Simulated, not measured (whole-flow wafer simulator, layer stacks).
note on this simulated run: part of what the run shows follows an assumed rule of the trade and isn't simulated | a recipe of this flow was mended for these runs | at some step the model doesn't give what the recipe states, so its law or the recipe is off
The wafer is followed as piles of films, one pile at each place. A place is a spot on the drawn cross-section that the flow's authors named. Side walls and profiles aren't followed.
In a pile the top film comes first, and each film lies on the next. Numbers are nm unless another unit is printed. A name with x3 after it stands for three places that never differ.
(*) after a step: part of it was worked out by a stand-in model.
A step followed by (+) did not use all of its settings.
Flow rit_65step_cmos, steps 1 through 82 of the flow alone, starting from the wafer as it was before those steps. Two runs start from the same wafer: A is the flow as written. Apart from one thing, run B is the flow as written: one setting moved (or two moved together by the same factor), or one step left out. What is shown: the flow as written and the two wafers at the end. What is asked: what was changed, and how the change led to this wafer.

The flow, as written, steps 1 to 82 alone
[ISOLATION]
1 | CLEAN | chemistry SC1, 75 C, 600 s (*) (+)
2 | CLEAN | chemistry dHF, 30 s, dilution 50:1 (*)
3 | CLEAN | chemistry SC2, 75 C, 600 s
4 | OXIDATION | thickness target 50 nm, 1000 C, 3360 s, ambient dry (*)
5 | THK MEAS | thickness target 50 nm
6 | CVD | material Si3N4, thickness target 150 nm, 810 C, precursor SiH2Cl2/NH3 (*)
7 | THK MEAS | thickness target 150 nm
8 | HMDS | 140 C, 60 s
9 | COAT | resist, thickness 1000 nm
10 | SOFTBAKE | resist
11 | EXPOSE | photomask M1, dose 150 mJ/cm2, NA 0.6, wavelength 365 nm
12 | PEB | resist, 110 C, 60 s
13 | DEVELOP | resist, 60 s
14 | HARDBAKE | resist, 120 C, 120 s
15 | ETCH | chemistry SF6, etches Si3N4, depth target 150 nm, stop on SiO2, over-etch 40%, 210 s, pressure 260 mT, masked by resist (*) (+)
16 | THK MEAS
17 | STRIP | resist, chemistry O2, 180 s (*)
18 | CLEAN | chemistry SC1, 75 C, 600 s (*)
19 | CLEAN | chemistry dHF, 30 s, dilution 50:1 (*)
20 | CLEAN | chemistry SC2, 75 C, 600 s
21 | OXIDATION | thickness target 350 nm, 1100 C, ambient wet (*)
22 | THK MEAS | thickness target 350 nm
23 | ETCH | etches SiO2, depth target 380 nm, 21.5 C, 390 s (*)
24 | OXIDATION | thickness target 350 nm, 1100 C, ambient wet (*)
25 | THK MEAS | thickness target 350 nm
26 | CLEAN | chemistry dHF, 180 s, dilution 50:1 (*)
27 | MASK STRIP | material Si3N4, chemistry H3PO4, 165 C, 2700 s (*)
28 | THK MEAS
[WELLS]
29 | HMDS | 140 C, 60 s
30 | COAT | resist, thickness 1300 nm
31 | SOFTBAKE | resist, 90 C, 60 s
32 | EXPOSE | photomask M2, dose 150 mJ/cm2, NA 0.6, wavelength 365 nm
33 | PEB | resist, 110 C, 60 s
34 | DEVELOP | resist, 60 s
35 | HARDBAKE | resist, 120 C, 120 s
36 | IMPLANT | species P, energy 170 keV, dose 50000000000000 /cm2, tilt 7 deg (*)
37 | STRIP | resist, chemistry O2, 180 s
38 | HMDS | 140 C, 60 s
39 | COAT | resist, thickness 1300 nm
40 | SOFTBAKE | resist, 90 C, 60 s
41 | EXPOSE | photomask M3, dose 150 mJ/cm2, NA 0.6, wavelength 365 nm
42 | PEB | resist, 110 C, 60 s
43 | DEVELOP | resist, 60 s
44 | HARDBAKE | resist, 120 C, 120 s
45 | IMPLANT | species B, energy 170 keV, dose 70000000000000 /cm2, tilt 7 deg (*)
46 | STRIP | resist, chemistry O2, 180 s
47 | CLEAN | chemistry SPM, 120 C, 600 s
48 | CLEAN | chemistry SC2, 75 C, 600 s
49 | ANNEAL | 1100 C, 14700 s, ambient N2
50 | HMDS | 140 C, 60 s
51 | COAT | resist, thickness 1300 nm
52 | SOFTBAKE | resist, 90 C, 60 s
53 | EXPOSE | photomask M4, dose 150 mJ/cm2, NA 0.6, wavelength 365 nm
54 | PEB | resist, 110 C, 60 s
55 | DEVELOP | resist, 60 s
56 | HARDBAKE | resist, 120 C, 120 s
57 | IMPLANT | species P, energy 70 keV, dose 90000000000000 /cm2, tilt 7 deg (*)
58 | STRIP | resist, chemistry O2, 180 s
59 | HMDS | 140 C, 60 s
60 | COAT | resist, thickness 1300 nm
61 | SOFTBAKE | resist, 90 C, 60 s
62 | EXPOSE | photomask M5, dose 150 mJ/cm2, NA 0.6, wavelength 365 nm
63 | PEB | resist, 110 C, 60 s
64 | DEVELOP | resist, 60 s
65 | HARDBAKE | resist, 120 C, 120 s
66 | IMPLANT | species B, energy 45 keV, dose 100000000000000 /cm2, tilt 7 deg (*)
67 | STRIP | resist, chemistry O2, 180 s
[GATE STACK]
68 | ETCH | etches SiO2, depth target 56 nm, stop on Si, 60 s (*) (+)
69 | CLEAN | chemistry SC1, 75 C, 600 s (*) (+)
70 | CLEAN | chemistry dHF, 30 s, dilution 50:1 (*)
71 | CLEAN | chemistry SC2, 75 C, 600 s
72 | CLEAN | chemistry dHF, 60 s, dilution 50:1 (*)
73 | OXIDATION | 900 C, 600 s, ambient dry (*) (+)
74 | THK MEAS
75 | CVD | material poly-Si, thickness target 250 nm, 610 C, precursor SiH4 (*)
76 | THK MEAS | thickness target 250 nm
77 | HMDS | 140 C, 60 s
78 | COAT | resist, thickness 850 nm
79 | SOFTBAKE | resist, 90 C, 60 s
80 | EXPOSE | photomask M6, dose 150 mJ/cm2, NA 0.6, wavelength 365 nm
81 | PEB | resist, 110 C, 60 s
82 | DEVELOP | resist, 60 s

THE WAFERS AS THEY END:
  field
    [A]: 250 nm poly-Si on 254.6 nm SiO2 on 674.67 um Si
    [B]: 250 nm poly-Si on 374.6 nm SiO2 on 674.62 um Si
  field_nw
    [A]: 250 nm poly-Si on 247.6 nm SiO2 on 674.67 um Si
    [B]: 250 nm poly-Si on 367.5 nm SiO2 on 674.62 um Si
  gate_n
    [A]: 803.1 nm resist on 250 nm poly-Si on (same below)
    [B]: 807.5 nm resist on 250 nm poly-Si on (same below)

Cause: step 24, OXIDATION: thickness target 476 nm was run, though the flow has thickness target 350 nm; step 26, CLEAN: 245 s was run, where the flow has 180 s.

How this came from the change, step by step:
  24 | OXIDATION | thickness target 350 nm, 1100 C, ambient wet (*)
      active_n, active_p, gate_n and 7 more: A SiO2 gains 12 (new film), Si3N4 loses 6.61 | B SiO2 gains 17.8 (new film), Si3N4 loses 9.81
      field, field_pw, field_nw, field_p: A SiO2 gains 350 (new film), Si loses 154 | B SiO2 gains 476 (new film), Si loses 209.4
  26 | CLEAN | chemistry dHF, 180 s, dilution 50:1 (*)
      active_n, active_p, gate_n and 7 more: A SiO2 loses 12 (all of it), Si3N4 loses 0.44 | B SiO2 loses 17.8 (all of it), Si3N4 loses 0.46
      field, field_pw, field_nw, field_p: A SiO2 loses 16.7 | B SiO2 loses 22.7
  27 | MASK STRIP | material Si3N4, chemistry H3PO4, 165 C, 2700 s (*)
      active_n, active_p, gate_n and 7 more: A Si3N4 loses 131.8 (all of it), SiO2 loses 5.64 | B Si3N4 loses 128.6 (all of it), SiO2 loses 5.76
  30 | COAT | resist, thickness 1300 nm
      field_pw, field_nw: A resist gains 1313 (new film) | B resist gains 1277.9 (new film)
      field: A resist gains 1315.7 (new film) | B resist gains 1268.2 (new film)
      (also at 1 further place)
  33 | PEB | resist, 110 C, 60 s
      field, field_p: A resist loses 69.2 | B resist loses 66.7
      field_pw, field_nw: A resist loses 69.1 | B resist loses 67.2
  34 | DEVELOP | resist, 60 s
      field_nw: A resist loses 1243.9 (all of it) | B resist loses 1210.7 (all of it)
      field_p: A resist loses 1246.5 (all of it) | B resist loses 1201.6 (all of it)
  35 | HARDBAKE | resist, 120 C, 120 s
      field: A resist loses 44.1 | B resist loses 42.5
      field_pw: A resist loses 44 | B resist loses 42.8
  37 | STRIP | resist, chemistry O2, 180 s
      field: A resist loses 1202.4 (all of it) | B resist loses 1158.9 (all of it)
      field_pw: A resist loses 1199.9 (all of it) | B resist loses 1167.9 (all of it)
  39 | COAT | resist, thickness 1300 nm
      field_pw, field_nw: A resist gains 1313 (new film) | B resist gains 1277.9 (new film)
      field: A resist gains 1315.7 (new film) | B resist gains 1268.2 (new film)
      (also at 1 further place)
  42 | PEB | resist, 110 C, 60 s
      field, field_p: A resist loses 69.2 | B resist loses 66.7
      field_pw, field_nw: A resist loses 69.1 | B resist loses 67.2
  43 | DEVELOP | resist, 60 s
      field: A resist loses 1246.5 (all of it) | B resist loses 1201.5 (all of it)
      field_pw: A resist loses 1243.9 (all of it) | B resist loses 1210.7 (all of it)
  44 | HARDBAKE | resist, 120 C, 120 s
      field_nw: A resist loses 44 | B resist loses 42.8
      field_p: A resist loses 44.1 | B resist loses 42.5
  46 | STRIP | resist, chemistry O2, 180 s
      field_nw: A resist loses 1199.9 (all of it) | B resist loses 1167.9 (all of it)
      field_p: A resist loses 1202.3 (all of it) | B resist loses 1159 (all of it)
  51 | COAT | resist, thickness 1300 nm
      field_pw, field_nw: A resist gains 1313 (new film) | B resist gains 1277.9 (new film)
      field: A resist gains 1315.7 (new film) | B resist gains 1268.2 (new film)
      (also at 1 further place)
  54 | PEB | resist, 110 C, 60 s
      field, field_p: A resist loses 69.2 | B resist loses 66.7
      field_pw, field_nw: A resist loses 69.1 | B resist loses 67.2
  55 | DEVELOP | resist, 60 s
      field_nw: A resist loses 1243.9 (all of it) | B resist loses 1210.7 (all of it)
      field_p: A resist loses 1246.5 (all of it) | B resist loses 1201.6 (all of it)
  ... 9 further steps ...
  82 | DEVELOP | resist, 60 s
      field: A resist loses 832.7 (all of it) | B resist loses 789.9 (all of it)
      field_pw: A resist loses 826 (all of it) | B resist loses 795.2 (all of it)
      (also at 2 further places)
